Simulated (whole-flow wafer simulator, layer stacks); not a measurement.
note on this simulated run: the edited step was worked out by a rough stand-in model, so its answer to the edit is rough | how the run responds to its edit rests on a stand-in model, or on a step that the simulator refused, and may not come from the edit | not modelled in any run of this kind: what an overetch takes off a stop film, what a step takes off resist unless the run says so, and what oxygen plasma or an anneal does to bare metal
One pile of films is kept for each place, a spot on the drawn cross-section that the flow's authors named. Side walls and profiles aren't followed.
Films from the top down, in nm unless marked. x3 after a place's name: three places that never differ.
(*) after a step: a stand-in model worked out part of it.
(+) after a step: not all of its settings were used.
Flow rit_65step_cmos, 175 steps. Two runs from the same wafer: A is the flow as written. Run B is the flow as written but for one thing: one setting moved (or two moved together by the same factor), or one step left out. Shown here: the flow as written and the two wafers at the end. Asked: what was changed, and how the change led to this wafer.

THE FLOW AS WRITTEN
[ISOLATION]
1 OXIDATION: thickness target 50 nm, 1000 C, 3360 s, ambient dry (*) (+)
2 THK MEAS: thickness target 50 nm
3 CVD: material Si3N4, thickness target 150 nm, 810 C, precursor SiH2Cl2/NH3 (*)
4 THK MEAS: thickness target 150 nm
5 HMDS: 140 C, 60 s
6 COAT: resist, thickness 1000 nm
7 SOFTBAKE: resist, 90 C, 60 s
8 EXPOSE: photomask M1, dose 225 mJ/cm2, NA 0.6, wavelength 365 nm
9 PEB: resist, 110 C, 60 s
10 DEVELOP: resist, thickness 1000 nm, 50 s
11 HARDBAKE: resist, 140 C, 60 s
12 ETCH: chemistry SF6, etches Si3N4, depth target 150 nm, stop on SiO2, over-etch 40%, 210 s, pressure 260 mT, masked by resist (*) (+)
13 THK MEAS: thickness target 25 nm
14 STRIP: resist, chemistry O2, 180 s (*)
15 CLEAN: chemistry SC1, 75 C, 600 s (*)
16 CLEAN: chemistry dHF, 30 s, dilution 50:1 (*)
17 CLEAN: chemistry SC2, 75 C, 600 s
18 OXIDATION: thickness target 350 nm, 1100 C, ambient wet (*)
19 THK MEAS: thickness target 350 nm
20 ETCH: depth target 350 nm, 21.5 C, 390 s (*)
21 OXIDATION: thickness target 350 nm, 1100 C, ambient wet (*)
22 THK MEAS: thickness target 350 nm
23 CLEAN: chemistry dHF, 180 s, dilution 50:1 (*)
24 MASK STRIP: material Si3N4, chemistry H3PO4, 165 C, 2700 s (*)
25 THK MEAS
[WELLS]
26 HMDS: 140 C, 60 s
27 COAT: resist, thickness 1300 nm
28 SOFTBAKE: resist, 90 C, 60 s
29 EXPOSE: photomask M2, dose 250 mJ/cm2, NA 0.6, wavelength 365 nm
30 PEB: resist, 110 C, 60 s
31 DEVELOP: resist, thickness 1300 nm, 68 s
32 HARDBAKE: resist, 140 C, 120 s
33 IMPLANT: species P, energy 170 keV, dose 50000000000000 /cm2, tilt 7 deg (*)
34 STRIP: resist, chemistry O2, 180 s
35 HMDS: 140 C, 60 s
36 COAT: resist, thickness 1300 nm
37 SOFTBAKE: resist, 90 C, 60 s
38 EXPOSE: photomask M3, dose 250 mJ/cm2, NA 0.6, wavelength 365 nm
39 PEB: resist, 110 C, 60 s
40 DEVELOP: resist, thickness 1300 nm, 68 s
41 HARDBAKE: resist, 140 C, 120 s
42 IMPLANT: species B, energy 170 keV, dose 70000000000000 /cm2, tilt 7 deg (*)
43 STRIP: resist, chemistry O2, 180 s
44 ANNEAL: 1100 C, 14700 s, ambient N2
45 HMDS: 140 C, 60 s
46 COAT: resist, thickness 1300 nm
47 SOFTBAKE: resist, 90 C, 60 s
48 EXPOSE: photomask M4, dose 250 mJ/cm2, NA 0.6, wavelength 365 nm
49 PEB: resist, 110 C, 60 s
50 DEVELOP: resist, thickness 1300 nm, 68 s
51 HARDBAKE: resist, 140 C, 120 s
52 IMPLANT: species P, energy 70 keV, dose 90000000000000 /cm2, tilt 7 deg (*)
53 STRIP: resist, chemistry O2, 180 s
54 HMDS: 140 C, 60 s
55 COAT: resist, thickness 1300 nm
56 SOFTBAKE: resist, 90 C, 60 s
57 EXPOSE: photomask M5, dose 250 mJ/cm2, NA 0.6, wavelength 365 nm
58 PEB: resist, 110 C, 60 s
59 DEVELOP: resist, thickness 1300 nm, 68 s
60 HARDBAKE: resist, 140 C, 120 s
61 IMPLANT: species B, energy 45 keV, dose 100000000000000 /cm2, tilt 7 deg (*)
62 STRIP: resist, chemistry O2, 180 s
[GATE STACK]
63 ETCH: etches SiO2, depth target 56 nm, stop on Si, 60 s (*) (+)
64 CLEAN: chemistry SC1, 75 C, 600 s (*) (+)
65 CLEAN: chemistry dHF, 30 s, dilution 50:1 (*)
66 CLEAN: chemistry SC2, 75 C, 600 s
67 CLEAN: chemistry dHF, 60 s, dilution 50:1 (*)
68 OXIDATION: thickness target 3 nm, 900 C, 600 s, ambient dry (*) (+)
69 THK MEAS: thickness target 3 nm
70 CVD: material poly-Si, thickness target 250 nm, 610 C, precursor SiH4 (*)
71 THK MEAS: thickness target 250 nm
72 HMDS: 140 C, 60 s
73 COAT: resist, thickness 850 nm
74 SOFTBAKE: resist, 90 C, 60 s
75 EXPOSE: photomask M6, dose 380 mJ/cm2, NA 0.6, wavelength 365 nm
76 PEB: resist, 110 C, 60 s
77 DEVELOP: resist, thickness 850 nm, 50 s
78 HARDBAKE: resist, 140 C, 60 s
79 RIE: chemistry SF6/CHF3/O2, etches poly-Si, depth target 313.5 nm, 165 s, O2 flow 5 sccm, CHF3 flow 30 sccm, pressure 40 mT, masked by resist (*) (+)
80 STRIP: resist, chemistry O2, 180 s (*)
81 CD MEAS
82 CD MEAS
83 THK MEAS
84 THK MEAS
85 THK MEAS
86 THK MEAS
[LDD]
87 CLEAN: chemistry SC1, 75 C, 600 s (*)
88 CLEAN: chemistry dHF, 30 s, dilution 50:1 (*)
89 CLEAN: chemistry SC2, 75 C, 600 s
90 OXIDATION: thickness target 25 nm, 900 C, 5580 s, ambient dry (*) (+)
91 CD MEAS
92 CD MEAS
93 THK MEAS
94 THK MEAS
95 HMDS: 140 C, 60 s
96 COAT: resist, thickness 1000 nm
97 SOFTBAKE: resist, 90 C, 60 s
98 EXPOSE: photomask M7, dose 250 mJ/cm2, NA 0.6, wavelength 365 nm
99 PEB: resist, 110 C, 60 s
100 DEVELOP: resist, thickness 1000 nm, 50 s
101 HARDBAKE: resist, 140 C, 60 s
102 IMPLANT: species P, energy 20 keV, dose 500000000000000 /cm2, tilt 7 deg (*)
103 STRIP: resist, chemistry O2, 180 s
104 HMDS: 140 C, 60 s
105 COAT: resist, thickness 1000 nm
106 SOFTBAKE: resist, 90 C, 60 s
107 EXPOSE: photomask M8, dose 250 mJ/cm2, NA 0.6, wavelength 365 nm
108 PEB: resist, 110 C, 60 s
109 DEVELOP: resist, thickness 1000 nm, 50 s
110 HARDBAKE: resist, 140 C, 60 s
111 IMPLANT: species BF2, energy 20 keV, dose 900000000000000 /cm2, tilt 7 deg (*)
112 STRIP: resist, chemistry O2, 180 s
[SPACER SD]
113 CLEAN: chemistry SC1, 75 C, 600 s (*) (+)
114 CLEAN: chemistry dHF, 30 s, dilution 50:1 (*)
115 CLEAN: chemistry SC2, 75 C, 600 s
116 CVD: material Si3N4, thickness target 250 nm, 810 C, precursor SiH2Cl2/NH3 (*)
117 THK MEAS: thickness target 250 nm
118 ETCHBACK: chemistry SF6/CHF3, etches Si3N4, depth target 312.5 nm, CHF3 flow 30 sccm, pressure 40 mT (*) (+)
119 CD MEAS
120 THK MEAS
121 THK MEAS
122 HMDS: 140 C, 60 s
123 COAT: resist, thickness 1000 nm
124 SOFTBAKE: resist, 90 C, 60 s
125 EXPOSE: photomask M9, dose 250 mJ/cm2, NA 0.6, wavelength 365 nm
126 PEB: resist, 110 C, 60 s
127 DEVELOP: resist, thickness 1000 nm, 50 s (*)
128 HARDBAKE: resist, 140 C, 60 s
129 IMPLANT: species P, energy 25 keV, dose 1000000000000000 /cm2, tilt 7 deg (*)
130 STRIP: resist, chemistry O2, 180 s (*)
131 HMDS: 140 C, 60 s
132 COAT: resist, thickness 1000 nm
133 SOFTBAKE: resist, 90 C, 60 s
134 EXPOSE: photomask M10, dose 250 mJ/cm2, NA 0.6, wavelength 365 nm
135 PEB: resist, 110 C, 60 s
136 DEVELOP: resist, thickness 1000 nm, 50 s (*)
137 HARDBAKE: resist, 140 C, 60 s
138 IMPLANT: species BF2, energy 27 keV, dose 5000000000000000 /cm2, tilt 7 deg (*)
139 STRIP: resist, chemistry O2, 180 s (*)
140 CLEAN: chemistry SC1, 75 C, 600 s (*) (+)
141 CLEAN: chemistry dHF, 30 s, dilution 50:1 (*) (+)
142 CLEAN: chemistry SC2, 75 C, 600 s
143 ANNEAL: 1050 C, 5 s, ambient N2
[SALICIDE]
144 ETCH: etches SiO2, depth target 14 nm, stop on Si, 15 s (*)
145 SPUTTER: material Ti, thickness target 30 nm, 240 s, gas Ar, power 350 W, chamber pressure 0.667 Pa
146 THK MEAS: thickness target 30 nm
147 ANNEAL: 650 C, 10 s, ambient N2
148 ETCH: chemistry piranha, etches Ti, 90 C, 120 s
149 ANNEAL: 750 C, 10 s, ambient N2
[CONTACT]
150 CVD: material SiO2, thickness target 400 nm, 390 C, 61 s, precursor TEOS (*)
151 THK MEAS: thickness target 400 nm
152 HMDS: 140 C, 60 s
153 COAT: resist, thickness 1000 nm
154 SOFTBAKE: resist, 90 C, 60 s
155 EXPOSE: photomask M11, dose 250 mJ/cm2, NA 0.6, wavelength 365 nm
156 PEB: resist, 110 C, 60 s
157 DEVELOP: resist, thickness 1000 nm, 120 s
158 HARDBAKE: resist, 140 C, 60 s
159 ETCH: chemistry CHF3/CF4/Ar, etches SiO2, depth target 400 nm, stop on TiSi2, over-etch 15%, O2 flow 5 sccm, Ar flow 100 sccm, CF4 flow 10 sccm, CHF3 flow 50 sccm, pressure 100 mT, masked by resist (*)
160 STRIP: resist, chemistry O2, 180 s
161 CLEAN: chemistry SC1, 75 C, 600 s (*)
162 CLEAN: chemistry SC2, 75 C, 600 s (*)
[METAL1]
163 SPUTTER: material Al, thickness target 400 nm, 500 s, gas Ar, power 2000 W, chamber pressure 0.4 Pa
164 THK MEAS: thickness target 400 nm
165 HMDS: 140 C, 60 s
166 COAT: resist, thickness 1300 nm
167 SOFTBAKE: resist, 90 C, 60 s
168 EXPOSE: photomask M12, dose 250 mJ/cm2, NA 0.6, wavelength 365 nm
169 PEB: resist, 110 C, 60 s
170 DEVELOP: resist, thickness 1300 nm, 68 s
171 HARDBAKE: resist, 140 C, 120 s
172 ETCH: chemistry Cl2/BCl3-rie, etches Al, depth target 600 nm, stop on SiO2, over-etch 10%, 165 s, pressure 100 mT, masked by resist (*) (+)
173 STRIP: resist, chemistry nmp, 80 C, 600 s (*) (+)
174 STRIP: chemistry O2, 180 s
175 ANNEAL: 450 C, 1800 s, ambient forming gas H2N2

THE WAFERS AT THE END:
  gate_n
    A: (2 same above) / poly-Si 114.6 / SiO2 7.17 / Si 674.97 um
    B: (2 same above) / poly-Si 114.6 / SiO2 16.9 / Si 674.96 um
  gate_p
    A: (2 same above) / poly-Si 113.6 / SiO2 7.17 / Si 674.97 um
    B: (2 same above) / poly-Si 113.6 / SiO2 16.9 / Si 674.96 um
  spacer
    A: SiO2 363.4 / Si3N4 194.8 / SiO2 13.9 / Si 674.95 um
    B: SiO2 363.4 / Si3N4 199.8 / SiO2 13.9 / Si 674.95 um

The cause: step 68, OXIDATION: 990 C was run, where the flow has 900 C.

How the change led to this, step by step:
  68 OXIDATION: thickness target 3 nm, 900 C, 600 s, ambient dry (*) (+)
      active_n, active_p, gate_n and 7 more: A SiO2 +7.17 (new film), Si -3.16 | B SiO2 +16.9 (new film), Si -7.43
  79 RIE: chemistry SF6/CHF3/O2, etches poly-Si, depth target 313.5 nm, 165 s, O2 flow 5 sccm, CHF3 flow 30 sccm, pressure 40 mT, masked by resist (*) (+)
      active_n, active_p, spacer, spacer_p, sd_n, sd_p, contact, m1: A poly-Si -250 (all of it), SiO2 -7.17 (all of it) | B poly-Si -250 (all of it), SiO2 -10.9
  80 STRIP: resist, chemistry O2, 180 s (*)
      active_n, active_p, spacer, spacer_p, sd_n, sd_p, contact, m1: A chemical SiO2 +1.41 (new film), Si -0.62 | B nothing
  87 CLEAN: chemistry SC1, 75 C, 600 s (*)
      active_n, active_p, spacer, spacer_p, sd_n, sd_p, contact, m1: A chemical SiO2 -0.81, Si -3.7 | B SiO2 -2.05
  88 CLEAN: chemistry dHF, 30 s, dilution 50:1 (*)
      active_n, active_p, spacer, spacer_p, sd_n, sd_p, contact, m1: A chemical SiO2 -0.6 (all of it) | B SiO2 -2.78
  90 OXIDATION: thickness target 25 nm, 900 C, 5580 s, ambient dry (*) (+)
      active_n, active_p, spacer, spacer_p, sd_n, sd_p, contact, m1: A SiO2 +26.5 (new film), chemical SiO2 -0.4 (all of it), Si -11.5 | B SiO2 +25.3, Si -11.1
  118 ETCHBACK: chemistry SF6/CHF3, etches Si3N4, depth target 312.5 nm, CHF3 flow 30 sccm, pressure 40 mT (*) (+)
      spacer, spacer_p: A Si3N4 -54 | B Si3N4 -49.1
